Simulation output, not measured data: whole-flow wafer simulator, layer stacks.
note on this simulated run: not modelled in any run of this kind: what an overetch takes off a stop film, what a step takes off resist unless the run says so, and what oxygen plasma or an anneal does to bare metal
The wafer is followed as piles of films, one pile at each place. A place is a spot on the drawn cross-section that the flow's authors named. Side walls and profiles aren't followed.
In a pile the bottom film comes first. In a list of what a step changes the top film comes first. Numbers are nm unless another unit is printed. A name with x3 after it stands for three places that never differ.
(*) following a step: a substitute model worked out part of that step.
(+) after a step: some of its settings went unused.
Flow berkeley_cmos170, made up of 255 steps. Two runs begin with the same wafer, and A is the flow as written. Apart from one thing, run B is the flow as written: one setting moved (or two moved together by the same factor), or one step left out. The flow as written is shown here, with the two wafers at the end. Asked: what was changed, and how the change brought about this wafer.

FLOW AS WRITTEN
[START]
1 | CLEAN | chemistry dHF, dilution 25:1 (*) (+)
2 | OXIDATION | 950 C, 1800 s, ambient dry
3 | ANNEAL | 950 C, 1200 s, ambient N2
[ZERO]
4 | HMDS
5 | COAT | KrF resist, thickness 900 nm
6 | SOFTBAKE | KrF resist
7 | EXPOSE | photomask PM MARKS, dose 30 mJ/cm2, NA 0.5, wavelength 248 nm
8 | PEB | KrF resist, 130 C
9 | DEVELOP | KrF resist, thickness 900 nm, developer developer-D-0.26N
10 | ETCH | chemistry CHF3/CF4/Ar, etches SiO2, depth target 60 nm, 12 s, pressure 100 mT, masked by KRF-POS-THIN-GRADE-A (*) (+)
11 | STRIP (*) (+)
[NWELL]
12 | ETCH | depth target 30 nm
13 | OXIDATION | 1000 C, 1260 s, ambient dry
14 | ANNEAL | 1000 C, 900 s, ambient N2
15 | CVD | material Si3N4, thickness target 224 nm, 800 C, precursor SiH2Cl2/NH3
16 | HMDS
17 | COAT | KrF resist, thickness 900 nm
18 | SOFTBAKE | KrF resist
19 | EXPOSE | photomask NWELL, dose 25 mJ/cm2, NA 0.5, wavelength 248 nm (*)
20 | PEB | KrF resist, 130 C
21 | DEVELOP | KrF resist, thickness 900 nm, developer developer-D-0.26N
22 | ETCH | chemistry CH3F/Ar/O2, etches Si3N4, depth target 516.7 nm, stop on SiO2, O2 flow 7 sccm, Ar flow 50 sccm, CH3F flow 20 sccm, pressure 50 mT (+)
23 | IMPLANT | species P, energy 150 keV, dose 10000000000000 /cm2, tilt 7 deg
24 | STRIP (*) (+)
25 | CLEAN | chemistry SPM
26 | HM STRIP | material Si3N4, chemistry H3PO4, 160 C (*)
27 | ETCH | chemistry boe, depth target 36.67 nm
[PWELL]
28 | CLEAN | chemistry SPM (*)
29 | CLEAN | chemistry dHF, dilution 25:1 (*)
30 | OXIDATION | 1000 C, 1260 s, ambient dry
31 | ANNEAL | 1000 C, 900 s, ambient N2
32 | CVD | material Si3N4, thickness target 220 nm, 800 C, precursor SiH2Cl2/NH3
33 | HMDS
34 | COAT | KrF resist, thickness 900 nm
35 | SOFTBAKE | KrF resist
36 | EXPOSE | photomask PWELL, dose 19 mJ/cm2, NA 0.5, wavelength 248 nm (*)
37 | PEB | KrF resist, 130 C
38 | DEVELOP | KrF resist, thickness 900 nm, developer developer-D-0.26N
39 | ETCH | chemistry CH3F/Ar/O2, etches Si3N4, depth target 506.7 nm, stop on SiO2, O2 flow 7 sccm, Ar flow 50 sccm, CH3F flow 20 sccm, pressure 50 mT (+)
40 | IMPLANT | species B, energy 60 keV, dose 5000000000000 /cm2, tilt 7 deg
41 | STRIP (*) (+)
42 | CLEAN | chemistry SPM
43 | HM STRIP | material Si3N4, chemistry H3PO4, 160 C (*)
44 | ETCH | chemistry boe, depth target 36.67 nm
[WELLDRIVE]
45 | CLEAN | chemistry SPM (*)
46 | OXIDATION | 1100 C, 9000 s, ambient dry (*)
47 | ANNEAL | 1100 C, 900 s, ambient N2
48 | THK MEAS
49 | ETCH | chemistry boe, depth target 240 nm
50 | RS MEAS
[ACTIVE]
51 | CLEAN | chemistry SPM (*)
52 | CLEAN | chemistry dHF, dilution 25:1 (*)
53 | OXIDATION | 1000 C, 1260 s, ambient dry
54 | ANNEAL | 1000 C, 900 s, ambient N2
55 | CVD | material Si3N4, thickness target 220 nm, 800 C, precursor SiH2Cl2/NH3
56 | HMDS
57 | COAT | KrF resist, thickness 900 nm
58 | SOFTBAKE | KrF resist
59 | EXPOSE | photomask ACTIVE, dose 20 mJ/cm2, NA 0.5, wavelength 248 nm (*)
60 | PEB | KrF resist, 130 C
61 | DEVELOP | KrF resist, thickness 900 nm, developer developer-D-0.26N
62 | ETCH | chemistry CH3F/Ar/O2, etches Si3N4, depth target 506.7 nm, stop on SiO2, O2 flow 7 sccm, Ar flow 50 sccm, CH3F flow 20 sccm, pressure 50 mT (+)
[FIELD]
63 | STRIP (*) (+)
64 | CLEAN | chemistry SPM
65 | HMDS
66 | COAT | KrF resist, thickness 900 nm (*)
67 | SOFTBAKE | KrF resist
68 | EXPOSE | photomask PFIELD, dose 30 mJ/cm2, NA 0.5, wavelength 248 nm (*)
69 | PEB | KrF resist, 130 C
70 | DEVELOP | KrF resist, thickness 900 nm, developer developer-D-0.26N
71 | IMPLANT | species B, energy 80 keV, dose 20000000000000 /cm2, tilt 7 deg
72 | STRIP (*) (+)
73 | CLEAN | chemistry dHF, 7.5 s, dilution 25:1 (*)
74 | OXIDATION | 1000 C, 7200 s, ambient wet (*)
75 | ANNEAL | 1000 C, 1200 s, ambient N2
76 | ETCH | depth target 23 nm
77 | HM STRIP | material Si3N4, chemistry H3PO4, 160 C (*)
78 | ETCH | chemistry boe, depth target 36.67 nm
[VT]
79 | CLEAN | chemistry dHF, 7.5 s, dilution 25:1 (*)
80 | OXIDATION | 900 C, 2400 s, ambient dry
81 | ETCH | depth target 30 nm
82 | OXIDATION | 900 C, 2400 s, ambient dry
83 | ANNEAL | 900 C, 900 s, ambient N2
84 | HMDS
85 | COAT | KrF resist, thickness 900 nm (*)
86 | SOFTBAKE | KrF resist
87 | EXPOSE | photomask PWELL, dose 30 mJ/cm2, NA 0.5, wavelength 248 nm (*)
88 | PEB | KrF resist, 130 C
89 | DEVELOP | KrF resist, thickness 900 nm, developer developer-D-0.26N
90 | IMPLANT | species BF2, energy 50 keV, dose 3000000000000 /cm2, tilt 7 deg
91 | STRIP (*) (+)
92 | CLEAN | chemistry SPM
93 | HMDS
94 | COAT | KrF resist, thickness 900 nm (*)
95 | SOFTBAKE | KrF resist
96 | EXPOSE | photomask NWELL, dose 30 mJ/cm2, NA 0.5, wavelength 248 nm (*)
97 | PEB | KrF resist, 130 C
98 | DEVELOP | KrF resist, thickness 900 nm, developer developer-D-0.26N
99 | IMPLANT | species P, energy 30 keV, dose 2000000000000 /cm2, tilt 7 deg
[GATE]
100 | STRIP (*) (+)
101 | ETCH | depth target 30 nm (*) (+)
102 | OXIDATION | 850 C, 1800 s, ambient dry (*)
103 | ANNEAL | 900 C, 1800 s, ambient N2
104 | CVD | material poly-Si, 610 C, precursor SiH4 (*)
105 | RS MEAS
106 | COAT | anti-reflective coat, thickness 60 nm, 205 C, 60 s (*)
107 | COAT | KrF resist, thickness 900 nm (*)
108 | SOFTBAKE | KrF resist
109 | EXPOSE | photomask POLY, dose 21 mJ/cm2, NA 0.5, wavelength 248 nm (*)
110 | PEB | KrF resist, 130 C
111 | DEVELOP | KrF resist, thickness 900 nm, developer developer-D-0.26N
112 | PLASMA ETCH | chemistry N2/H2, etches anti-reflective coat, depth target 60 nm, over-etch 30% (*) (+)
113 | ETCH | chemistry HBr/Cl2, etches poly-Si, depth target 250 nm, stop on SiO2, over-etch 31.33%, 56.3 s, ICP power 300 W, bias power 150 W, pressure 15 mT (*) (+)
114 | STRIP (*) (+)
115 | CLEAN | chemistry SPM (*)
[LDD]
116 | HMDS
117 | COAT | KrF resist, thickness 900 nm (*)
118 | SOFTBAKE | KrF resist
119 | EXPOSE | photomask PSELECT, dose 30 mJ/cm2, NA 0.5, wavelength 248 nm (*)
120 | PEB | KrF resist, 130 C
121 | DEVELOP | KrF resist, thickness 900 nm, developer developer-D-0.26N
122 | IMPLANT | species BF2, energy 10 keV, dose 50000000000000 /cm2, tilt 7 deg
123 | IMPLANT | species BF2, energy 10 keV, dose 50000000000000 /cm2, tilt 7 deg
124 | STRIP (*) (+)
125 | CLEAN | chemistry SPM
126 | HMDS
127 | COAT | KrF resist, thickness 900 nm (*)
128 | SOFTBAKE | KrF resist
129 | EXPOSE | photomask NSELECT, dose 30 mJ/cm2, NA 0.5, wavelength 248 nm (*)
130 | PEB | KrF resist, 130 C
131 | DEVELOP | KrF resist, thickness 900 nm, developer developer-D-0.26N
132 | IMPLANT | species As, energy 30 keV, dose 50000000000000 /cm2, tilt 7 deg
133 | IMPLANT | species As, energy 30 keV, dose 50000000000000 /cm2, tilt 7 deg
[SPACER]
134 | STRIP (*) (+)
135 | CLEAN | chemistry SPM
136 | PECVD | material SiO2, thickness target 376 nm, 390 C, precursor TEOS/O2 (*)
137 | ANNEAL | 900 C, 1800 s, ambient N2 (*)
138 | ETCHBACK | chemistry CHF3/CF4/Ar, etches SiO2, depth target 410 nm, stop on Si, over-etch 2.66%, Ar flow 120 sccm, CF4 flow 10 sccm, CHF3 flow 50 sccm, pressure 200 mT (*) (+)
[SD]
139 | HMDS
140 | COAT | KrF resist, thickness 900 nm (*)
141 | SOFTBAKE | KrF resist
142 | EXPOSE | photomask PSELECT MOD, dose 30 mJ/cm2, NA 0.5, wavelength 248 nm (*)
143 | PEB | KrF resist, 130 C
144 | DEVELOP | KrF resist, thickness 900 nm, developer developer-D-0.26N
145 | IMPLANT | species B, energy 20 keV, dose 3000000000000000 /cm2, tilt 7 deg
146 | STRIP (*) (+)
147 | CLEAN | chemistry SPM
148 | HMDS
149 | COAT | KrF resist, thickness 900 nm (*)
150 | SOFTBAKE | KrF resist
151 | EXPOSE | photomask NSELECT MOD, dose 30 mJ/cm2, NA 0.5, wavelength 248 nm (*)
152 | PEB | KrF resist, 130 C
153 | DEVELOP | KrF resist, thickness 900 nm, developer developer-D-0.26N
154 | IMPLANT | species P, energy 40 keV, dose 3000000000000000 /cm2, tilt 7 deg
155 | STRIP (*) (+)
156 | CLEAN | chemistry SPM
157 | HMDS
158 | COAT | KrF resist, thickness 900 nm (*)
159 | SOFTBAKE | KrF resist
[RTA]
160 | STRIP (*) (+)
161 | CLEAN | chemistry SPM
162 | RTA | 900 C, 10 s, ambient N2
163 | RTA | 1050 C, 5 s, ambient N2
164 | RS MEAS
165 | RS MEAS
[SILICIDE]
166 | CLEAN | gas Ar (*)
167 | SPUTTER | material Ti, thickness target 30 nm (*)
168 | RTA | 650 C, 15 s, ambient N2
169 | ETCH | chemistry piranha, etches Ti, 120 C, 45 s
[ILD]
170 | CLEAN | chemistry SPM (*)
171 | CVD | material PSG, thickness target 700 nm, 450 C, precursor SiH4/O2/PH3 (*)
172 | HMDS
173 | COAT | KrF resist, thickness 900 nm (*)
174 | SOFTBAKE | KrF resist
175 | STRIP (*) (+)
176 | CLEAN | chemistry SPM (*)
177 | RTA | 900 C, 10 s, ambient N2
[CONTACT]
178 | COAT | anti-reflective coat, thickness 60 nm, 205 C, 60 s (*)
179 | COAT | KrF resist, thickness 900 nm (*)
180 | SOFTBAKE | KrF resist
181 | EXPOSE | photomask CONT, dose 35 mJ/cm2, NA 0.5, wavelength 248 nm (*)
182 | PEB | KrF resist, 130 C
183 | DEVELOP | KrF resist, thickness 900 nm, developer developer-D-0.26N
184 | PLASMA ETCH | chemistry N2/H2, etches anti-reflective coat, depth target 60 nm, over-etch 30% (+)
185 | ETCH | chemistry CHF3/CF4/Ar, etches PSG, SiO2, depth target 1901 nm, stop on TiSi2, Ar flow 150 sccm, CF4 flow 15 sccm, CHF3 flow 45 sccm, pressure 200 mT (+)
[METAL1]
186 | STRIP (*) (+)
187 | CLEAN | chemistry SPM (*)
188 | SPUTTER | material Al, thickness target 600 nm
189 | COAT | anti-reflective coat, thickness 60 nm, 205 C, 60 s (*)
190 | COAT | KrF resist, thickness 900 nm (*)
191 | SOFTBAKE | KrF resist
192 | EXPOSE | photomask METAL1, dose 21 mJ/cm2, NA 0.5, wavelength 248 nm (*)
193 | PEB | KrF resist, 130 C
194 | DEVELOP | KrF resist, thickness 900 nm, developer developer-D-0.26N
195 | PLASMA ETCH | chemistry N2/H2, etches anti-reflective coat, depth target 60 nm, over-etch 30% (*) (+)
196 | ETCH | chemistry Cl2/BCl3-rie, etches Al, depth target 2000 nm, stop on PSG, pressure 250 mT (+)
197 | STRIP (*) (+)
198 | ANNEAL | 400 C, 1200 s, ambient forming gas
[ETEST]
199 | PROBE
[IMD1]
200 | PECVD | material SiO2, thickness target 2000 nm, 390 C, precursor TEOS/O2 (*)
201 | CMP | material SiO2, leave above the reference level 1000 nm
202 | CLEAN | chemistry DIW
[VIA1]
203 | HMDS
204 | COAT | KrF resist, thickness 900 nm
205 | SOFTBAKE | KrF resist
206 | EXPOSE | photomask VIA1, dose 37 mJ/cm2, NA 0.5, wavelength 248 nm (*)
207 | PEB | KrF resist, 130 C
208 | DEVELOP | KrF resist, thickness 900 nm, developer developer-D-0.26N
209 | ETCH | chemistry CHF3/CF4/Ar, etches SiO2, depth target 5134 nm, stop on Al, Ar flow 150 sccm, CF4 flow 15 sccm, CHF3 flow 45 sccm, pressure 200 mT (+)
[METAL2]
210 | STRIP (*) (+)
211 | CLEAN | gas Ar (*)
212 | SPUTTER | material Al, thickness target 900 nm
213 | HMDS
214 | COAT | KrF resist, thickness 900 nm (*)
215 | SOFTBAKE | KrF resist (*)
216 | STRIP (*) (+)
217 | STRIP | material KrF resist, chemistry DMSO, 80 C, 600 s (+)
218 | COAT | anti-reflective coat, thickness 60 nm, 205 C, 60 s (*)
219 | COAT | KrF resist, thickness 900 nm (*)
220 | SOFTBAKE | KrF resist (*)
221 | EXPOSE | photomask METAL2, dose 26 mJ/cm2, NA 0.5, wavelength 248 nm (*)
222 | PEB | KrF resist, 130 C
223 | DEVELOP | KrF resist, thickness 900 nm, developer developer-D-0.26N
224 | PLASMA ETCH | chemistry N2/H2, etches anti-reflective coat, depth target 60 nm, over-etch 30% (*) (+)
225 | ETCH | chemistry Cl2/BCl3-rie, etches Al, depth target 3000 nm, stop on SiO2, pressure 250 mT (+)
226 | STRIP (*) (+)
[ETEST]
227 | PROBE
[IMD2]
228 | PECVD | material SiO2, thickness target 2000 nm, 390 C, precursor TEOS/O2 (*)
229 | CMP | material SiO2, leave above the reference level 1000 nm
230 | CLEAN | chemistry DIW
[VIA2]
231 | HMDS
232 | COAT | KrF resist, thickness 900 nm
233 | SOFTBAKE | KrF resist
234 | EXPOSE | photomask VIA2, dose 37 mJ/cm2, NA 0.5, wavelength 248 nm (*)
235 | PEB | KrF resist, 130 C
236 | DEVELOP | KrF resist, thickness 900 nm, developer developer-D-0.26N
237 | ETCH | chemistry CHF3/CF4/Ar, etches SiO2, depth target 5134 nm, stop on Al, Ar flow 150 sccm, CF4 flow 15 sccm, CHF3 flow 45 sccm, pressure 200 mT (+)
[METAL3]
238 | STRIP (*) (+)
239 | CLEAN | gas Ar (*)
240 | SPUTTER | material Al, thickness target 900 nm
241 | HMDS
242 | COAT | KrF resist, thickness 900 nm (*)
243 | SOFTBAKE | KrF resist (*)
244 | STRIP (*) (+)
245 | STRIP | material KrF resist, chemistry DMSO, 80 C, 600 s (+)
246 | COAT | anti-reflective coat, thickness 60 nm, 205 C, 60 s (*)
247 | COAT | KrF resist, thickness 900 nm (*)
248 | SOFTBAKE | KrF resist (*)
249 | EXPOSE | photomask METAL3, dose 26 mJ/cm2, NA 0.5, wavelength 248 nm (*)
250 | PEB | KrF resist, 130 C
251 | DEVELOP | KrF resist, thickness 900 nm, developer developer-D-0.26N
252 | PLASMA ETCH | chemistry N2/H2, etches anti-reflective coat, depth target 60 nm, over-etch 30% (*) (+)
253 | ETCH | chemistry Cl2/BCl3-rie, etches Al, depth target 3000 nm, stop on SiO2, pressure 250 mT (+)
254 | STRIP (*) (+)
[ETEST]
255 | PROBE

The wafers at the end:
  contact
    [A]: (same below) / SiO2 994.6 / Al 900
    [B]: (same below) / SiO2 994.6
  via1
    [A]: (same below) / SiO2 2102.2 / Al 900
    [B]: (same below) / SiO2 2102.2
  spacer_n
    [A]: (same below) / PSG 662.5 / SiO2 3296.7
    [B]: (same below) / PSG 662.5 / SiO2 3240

Cause: step 240, SPUTTER: material Al, thickness target 900 nm, was omitted.

The path from the change to this, step by step:
  242 | COAT | KrF resist, thickness 900 nm (*)
      via2: A +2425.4 KrF resist (new film) | B +1805.2 KrF resist (new film)
  244 | STRIP (*) (+)
      via2: A -2425.4 KrF resist (all of it) | B -1805.2 KrF resist (all of it)
  246 | COAT | anti-reflective coat, thickness 60 nm, 205 C, 60 s (*)
      m1: A +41 anti-reflective coat (new film) | B +37.1 anti-reflective coat (new film)
      via1: A +58.9 anti-reflective coat (new film) | B +57.2 anti-reflective coat (new film)
      (as well as at 2 more places)
  247 | COAT | KrF resist, thickness 900 nm (*)
      via2: A +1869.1 KrF resist (new film) | B +1518.3 KrF resist (new film)
  250 | PEB | KrF resist, 130 C
      via2: A -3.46 KrF resist | B -2.68 KrF resist
  253 | ETCH | chemistry Cl2/BCl3-rie, etches Al, depth target 3000 nm, stop on SiO2, pressure 250 mT (+)
      field, sd_n, spacer_n, gate_n, sd_p, spacer_p, gate_p: A -900 Al (all of it), -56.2 SiO2 | B -112.5 SiO2
      contact, m1, via1, m2, via2: A -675 KrF resist | B -450 KrF resist
  254 | STRIP (*) (+)
      contact: A -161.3 KrF resist (all of it), -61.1 anti-reflective coat (all of it) | B -385 KrF resist (all of it), -61.5 anti-reflective coat (all of it)
      m1: A -158.8 KrF resist (all of it), -41 anti-reflective coat (all of it) | B -375.4 KrF resist (all of it), -37.1 anti-reflective coat (all of it)
      (as well as at 3 more places)
If metal films that touch count as one body, contact has 2 bodies (between them, from the top down: SiO2 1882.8); the flow as written gives 3 bodies (between them, from the top down: SiO2 994.6; SiO2 1882.8).
If metal films that touch count as one body, via1 has 1 body; the flow as written gives 2 bodies (between them, from the top down: SiO2 2102.2 / void 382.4 / SiO2 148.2).
